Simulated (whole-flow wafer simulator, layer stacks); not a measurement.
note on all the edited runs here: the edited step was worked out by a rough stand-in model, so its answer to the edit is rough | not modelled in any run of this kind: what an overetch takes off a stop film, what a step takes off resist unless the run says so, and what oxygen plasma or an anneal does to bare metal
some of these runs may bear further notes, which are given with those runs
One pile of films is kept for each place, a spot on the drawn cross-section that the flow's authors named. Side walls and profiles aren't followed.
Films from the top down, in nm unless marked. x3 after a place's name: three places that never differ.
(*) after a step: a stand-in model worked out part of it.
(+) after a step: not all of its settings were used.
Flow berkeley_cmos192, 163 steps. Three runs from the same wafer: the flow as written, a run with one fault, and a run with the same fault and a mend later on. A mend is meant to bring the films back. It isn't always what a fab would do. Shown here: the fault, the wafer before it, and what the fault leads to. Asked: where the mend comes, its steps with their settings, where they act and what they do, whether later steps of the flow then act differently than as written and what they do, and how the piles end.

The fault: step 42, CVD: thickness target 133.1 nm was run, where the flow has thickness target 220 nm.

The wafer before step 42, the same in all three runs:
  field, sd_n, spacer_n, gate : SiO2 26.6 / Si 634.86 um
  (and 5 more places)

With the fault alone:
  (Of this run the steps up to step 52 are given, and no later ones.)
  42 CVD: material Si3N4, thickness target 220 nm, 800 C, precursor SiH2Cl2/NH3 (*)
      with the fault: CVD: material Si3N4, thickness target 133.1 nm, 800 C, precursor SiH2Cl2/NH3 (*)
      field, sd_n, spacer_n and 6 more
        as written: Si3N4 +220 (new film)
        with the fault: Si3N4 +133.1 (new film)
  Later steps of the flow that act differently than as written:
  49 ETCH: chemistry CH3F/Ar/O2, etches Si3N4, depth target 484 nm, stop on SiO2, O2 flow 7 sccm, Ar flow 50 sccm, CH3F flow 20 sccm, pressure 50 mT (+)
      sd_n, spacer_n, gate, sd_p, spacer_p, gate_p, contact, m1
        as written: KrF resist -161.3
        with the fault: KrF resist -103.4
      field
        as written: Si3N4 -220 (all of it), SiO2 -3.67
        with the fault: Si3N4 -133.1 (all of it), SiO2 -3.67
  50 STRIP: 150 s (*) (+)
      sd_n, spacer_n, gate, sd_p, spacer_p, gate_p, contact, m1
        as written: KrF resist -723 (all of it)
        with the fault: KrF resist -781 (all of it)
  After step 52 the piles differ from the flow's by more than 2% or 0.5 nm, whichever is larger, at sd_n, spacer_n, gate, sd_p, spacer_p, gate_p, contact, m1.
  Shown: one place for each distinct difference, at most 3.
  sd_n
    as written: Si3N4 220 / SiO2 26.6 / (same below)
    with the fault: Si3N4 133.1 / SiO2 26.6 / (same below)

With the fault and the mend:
  The mend comes after step 42.
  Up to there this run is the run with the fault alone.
  42a ETCH: chemistry h3po4, depth target 153.1 nm
      field, sd_n, spacer_n and 6 more
        Si3N4 -133.1 (all of it)
  42b CLEAN: chemistry SPM (the flow's step 34 once more)
      changes no film at any place that is followed
  42c CVD: material Si3N4, thickness target 220 nm, 800 C, precursor SiH2Cl2/NH3 (*) (the flow's step 42 once more)
      field, sd_n, spacer_n and 6 more
        Si3N4 +220 (new film)
  No later step of the flow acts differently than as written at any place that is followed.
  At the end the piles are the same as the flow's at every place that both follow.
